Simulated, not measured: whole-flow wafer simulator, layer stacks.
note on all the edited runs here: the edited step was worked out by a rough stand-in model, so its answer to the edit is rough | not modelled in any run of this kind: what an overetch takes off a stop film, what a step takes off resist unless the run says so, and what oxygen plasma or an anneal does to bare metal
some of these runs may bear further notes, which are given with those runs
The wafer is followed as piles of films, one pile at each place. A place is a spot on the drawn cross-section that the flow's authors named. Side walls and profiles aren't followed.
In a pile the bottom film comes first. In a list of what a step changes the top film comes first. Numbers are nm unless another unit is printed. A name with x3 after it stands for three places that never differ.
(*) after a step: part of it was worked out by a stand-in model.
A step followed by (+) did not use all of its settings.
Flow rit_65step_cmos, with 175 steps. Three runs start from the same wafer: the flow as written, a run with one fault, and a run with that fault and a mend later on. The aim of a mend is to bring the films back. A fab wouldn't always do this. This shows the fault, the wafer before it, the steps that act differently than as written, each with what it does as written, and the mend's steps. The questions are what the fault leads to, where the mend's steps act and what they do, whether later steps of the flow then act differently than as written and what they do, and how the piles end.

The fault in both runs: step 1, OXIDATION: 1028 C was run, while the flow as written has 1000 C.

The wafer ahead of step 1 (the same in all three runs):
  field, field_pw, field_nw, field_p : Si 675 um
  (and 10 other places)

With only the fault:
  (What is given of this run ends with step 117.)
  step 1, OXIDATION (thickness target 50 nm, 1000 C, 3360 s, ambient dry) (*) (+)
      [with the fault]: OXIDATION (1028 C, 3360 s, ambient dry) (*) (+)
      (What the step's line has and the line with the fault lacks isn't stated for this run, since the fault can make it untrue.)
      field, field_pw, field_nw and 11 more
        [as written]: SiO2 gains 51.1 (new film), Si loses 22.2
        [with the fault]: SiO2 gains 66.3 (new film), Si loses 28.9
  Steps later in the flow that act otherwise than as written (35 more steps, not shown, differ only slightly: by at most 2% or 0.5 nm, whichever is larger):
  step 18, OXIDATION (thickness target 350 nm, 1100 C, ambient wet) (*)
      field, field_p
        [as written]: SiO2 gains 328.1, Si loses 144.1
        [with the fault]: SiO2 gains 317.4, Si loses 139.4
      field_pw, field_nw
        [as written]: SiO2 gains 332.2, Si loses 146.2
        [with the fault]: SiO2 gains 321.1, Si loses 141.3
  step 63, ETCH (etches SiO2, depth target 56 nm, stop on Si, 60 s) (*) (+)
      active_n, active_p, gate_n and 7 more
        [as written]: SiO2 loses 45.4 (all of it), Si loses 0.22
        [with the fault]: SiO2 loses 56
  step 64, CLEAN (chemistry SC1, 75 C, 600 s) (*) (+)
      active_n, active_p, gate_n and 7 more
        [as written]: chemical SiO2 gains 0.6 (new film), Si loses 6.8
        [with the fault]: SiO2 loses 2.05
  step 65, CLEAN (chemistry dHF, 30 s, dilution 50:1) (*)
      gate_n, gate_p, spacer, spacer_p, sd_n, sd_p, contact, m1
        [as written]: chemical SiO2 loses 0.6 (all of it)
        [with the fault]: SiO2 loses 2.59 (all of it)
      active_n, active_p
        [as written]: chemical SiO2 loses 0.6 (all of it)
        [with the fault]: SiO2 loses 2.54 (all of it)
  The piles after step 117 are only slightly different from the flow's at the places that both follow, by no more than 2% or 0.5 nm, whichever is larger.

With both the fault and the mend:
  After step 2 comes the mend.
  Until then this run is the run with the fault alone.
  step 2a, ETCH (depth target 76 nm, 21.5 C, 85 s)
      field, field_pw, field_nw and 11 more
        SiO2 loses 66.3 (all of it)
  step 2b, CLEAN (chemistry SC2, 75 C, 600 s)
      field, field_pw, field_nw and 11 more
        chemical SiO2 gains 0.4 (new film), Si loses 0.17
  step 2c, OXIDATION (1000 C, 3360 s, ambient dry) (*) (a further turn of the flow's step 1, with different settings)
      field, field_pw, field_nw and 11 more
        SiO2 gains 51 (new film), chemical SiO2 loses 0.4 (all of it), Si loses 22.3
  Steps later in the flow that act otherwise than as written (17 more steps, not shown, differ only slightly: by at most 2% or 0.5 nm, whichever is larger):
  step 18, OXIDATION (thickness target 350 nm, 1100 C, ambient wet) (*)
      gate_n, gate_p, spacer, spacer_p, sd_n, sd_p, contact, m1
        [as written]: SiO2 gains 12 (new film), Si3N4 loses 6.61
        [with the mend]: SiO2 gains 12 (new film), Si3N4 loses 6.61, SiO2 gains 0.03
  The piles end only slightly different from the flow's at the places that both follow, by no more than 2% or 0.5 nm, whichever is larger.
